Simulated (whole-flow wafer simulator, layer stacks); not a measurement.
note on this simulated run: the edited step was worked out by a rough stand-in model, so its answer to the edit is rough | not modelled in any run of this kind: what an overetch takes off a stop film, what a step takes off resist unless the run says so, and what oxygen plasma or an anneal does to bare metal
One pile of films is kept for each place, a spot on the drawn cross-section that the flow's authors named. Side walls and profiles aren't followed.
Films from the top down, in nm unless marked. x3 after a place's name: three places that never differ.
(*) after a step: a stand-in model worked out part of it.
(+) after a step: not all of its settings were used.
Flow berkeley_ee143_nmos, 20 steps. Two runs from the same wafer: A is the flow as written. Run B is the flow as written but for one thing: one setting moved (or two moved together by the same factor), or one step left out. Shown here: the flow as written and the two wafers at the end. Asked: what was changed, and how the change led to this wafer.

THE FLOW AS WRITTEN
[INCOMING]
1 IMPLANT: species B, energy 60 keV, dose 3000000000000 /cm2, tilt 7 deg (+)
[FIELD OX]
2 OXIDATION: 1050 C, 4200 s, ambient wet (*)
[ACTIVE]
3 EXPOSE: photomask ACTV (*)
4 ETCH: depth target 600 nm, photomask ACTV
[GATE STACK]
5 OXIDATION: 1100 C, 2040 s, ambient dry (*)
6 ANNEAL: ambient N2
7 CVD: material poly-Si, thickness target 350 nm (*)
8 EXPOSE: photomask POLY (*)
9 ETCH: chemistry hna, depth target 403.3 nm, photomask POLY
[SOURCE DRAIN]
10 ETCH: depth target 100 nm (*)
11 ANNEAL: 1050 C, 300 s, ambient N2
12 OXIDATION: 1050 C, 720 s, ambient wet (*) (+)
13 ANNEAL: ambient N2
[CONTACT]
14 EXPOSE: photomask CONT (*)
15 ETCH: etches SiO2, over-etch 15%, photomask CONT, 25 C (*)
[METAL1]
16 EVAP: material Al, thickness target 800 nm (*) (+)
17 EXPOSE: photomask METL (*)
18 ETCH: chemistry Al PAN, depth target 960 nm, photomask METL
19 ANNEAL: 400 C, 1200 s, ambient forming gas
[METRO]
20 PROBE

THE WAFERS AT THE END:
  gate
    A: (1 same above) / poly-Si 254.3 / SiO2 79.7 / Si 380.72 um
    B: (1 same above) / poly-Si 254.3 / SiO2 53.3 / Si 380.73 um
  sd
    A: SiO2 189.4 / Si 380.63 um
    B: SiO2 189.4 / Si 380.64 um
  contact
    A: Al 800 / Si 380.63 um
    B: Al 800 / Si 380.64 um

The cause: step 5, OXIDATION: 1036 s was run, where the flow has 2040 s.

How the change led to this, step by step:
  5 OXIDATION: 1100 C, 2040 s, ambient dry (*)
      gate, sd, contact: A SiO2 +79.7 (new film), Si -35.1 | B SiO2 +53.3 (new film), Si -23.5
      field: A SiO2 +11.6, Si -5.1 | B SiO2 +5.93, Si -2.61
  10 ETCH: depth target 100 nm (*)
      sd, contact: A SiO2 -79.7 (all of it) | B SiO2 -53.3 (all of it)
